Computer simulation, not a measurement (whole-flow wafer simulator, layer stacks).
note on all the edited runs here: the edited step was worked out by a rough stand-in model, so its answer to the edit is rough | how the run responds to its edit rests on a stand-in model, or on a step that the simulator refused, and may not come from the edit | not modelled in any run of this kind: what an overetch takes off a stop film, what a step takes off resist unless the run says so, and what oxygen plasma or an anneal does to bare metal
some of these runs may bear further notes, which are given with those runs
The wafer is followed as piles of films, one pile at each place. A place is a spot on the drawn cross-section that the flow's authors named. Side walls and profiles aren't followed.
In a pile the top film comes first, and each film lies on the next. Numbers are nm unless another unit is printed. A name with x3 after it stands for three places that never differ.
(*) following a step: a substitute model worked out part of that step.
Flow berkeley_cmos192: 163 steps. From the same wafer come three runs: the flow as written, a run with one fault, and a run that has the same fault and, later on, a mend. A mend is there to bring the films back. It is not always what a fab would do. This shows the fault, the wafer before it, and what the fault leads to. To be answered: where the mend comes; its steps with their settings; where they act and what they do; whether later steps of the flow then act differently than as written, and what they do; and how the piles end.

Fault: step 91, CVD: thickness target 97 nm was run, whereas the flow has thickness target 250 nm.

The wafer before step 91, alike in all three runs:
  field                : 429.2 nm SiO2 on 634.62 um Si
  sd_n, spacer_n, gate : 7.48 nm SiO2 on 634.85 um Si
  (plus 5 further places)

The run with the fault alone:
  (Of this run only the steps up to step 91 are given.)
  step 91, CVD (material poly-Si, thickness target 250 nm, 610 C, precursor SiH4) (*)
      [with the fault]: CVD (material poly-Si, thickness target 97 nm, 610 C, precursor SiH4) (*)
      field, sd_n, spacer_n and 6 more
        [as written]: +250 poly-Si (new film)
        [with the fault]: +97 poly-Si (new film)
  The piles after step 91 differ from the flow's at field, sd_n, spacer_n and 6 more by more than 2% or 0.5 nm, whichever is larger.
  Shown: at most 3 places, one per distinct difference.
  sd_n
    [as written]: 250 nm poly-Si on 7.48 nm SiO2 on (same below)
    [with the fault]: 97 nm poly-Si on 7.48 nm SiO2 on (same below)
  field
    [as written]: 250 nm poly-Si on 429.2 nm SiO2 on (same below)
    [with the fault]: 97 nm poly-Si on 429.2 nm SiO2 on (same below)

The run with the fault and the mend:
  The mend stands after step 91.
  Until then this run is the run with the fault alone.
  step 91a, CVD (material poly-Si, thickness target 153 nm, 610 C, precursor SiH4) (*) (a further turn of the flow's step 91, with different settings)
      field, sd_n, spacer_n and 6 more
        +153 poly-Si
  Later steps of the flow that are run all act as written at every place that is followed, up to a difference of at most 2% or 0.5 nm, whichever is larger.
  At every place that both follow, the piles at the end match the flow's.
